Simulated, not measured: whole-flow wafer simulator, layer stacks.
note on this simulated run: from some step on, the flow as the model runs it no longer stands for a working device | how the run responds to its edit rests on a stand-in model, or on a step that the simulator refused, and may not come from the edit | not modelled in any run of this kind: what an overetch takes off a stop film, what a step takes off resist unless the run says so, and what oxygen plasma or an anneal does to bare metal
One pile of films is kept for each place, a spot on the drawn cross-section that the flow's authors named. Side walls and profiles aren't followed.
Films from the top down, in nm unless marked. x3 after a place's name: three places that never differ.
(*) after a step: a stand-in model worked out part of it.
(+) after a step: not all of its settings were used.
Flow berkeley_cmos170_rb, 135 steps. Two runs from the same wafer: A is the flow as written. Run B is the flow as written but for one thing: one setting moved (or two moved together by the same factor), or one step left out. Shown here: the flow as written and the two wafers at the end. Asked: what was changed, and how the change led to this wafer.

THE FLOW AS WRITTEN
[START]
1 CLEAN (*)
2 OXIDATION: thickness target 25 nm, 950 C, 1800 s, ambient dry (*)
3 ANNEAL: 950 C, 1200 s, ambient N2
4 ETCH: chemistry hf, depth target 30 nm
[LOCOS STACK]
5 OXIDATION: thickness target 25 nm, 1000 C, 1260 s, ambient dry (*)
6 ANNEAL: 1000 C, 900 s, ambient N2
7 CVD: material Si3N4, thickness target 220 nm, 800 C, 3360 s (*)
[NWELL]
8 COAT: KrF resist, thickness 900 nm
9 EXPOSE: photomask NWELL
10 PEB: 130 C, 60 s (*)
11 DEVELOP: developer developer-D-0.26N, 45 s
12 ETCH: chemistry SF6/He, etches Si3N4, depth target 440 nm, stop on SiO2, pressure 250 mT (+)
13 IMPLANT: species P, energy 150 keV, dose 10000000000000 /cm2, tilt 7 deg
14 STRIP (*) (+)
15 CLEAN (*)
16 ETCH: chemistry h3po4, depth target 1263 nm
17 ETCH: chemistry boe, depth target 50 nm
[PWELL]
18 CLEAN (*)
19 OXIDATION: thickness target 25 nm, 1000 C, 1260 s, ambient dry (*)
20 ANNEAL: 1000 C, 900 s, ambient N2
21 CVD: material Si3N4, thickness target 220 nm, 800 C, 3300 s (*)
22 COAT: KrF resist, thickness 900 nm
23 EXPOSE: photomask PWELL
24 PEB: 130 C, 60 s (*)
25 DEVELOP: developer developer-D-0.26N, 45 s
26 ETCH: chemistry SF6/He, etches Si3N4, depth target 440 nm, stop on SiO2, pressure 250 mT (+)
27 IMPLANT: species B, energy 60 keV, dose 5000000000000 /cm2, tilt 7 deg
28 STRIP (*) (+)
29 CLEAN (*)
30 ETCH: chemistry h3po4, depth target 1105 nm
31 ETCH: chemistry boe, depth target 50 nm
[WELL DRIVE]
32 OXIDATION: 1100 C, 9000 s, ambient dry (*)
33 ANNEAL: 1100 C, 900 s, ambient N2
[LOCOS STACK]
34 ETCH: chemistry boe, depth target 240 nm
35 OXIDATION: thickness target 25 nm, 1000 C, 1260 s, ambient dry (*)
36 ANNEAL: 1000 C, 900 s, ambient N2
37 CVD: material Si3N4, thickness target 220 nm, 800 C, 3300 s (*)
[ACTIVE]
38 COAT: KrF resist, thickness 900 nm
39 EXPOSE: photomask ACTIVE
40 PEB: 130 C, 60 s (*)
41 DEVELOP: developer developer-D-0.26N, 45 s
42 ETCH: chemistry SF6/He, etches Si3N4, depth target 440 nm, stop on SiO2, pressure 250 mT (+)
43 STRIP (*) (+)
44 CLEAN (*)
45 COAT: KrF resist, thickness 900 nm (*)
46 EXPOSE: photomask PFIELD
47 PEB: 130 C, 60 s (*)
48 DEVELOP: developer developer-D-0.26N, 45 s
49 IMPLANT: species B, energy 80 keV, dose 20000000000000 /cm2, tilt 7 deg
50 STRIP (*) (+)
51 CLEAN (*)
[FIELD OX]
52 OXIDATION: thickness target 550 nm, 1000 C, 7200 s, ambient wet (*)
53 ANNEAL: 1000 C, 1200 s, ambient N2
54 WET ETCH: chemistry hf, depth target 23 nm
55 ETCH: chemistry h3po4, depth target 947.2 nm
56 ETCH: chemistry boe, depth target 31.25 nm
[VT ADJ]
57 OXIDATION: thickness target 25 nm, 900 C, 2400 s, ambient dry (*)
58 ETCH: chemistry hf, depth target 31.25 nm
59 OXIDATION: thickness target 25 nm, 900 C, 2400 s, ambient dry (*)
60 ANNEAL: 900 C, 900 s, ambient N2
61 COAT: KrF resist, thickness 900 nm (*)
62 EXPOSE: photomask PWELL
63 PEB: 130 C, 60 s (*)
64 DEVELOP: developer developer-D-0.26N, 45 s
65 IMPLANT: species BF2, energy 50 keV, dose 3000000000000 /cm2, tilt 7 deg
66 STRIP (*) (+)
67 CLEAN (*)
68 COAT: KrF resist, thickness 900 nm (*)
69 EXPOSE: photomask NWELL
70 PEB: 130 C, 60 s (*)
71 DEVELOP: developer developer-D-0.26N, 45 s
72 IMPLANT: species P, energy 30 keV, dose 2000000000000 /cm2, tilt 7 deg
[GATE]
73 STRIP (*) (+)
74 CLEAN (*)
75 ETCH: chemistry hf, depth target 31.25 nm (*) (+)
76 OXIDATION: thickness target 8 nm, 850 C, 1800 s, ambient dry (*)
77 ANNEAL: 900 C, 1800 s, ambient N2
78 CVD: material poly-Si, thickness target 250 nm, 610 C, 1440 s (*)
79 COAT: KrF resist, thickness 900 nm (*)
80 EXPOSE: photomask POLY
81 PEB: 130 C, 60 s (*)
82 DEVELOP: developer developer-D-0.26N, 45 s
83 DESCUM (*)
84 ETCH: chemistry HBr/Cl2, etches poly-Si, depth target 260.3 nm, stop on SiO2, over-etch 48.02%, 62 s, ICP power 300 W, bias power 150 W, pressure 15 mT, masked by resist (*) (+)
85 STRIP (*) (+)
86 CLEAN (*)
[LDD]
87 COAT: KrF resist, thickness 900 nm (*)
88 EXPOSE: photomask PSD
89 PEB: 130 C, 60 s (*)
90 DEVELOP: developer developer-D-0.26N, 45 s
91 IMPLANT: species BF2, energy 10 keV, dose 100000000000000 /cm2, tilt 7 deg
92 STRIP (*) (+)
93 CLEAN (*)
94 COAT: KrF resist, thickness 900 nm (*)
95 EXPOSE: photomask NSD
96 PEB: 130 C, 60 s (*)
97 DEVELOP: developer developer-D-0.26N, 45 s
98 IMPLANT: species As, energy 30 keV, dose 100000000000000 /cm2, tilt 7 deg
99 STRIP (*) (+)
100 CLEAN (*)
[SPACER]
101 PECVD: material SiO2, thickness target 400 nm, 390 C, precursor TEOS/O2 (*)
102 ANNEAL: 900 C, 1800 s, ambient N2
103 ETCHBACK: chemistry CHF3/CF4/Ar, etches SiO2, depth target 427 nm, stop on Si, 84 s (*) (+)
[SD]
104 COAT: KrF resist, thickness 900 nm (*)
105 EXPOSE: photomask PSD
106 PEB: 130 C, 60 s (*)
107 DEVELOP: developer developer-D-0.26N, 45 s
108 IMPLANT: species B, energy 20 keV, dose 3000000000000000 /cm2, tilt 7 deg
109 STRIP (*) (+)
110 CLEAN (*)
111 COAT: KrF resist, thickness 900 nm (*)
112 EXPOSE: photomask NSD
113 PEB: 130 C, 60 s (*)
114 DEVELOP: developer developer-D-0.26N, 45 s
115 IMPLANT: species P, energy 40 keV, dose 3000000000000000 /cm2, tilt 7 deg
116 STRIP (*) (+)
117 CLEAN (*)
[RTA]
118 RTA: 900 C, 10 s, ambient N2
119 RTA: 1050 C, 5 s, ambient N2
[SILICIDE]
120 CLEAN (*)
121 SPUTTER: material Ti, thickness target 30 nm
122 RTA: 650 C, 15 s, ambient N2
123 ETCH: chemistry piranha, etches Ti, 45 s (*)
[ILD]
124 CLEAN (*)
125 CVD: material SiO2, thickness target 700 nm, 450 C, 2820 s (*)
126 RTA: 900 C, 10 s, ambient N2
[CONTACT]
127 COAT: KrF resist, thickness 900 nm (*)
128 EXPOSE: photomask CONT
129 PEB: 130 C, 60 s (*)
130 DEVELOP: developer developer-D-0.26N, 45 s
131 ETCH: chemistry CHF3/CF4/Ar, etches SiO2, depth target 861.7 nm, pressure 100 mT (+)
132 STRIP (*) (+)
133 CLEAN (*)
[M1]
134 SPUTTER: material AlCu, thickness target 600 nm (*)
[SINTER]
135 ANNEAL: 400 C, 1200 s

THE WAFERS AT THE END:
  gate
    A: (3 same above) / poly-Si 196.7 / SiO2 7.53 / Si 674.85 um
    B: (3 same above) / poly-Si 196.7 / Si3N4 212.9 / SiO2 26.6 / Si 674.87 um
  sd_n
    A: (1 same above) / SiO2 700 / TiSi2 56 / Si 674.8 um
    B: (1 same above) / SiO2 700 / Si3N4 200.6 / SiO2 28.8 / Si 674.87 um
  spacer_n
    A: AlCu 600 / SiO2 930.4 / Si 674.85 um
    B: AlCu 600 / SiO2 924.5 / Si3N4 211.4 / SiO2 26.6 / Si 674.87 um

The cause: step 55, ETCH: chemistry h3po4, depth target 947.2 nm, was left out.

How the change led to this, step by step:
  56 ETCH: chemistry boe, depth target 31.25 nm
      spacer_n, gate, sd_p, spacer_p, gate_p, contact: A SiO2 -26.6 (all of it) | B nothing
      sd_n: A SiO2 -28.8 (all of it) | B nothing
      (and at 1 more place)
  57 OXIDATION: thickness target 25 nm, 900 C, 2400 s, ambient dry (*)
      sd_n, spacer_n, gate, sd_p, spacer_p, gate_p, contact, m1: A SiO2 +15 (new film), Si -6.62 | B nothing
  58 ETCH: chemistry hf, depth target 31.25 nm
      sd_n, spacer_n, gate, sd_p, spacer_p, gate_p, contact, m1: A SiO2 -15 (all of it) | B nothing
  59 OXIDATION: thickness target 25 nm, 900 C, 2400 s, ambient dry (*)
      sd_n, spacer_n, gate, sd_p, spacer_p, gate_p, contact, m1: A SiO2 +15 (new film), Si -6.62 | B nothing
  61 COAT: KrF resist, thickness 900 nm (*)
      field: A KrF resist +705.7 (new film) | B KrF resist +881.9 (new film)
      sd_n: A KrF resist +957.5 (new film) | B KrF resist +904.1 (new film)
      (and at 7 more places)
  64 DEVELOP: developer developer-D-0.26N, 45 s
      field: A KrF resist -705.7 (all of it) | B KrF resist -881.9 (all of it)
      sd_n: A KrF resist -957.5 (all of it) | B KrF resist -904.1 (all of it)
      (and at 3 more places)
  66 STRIP (*) (+)
      sd_p: A KrF resist -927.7 (all of it) | B KrF resist -890 (all of it)
      spacer_p: A KrF resist -911 (all of it) | B KrF resist -888.8 (all of it)
      (and at 2 more places)
  68 COAT: KrF resist, thickness 900 nm (*)
      field: A KrF resist +705.7 (new film) | B KrF resist +881.9 (new film)
      sd_n: A KrF resist +957.5 (new film) | B KrF resist +904.1 (new film)
      (and at 7 more places)
  71 DEVELOP: developer developer-D-0.26N, 45 s
      sd_p: A KrF resist -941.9 (all of it) | B KrF resist -904.2 (all of it)
      spacer_p: A KrF resist -925.2 (all of it) | B KrF resist -903 (all of it)
      (and at 1 more place)
  73 STRIP (*) (+)
      field: A KrF resist -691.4 (all of it) | B KrF resist -867.6 (all of it)
      sd_n: A KrF resist -943.2 (all of it) | B KrF resist -889.9 (all of it)
      (and at 4 more places)
  75 ETCH: chemistry hf, depth target 31.25 nm (*) (+)
      sd_n, spacer_n, gate, sd_p, spacer_p, gate_p, contact, m1: A SiO2 -15 (all of it) | B nothing
  76 OXIDATION: thickness target 8 nm, 850 C, 1800 s, ambient dry (*)
      sd_n, spacer_n, gate, sd_p, spacer_p, gate_p, contact, m1: A SiO2 +7.53 (new film), Si -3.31 | B nothing
  79 COAT: KrF resist, thickness 900 nm (*)
      spacer_n, spacer_p, gate_p: A KrF resist +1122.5 (new film) | B KrF resist +899.2 (new film)
      field: A KrF resist +880.6 (new film) | B KrF resist +905 (new film)
      (and at 3 more places)
  82 DEVELOP: developer developer-D-0.26N, 45 s
      spacer_n, spacer_p: A KrF resist -1122.5 (all of it) | B KrF resist -899.2 (all of it)
      field: A KrF resist -880.6 (all of it) | B KrF resist -905 (all of it)
      (and at 2 more places)
  84 ETCH: chemistry HBr/Cl2, etches poly-Si, depth target 260.3 nm, stop on SiO2, over-etch 48.02%, 62 s, ICP power 300 W, bias power 150 W, pressure 15 mT, masked by resist (*) (+)
      sd_n, spacer_n, sd_p, spacer_p, contact, m1: A poly-Si -250 (all of it), SiO2 -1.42 | B poly-Si -250 (all of it), Si3N4 -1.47
  85 STRIP (*) (+)
      gate: A KrF resist -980 (all of it) | B KrF resist -756.6 (all of it)
      gate_p: A KrF resist -979.9 (all of it) | B KrF resist -756.6 (all of it)
  ... 22 more steps ...
  134 SPUTTER: material AlCu, thickness target 600 nm (*)
      sd_p: A AlCu +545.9 (new film) | B AlCu +600 (new film)
      contact: A AlCu +415.1 (new film) | B AlCu +400.7 (new film)
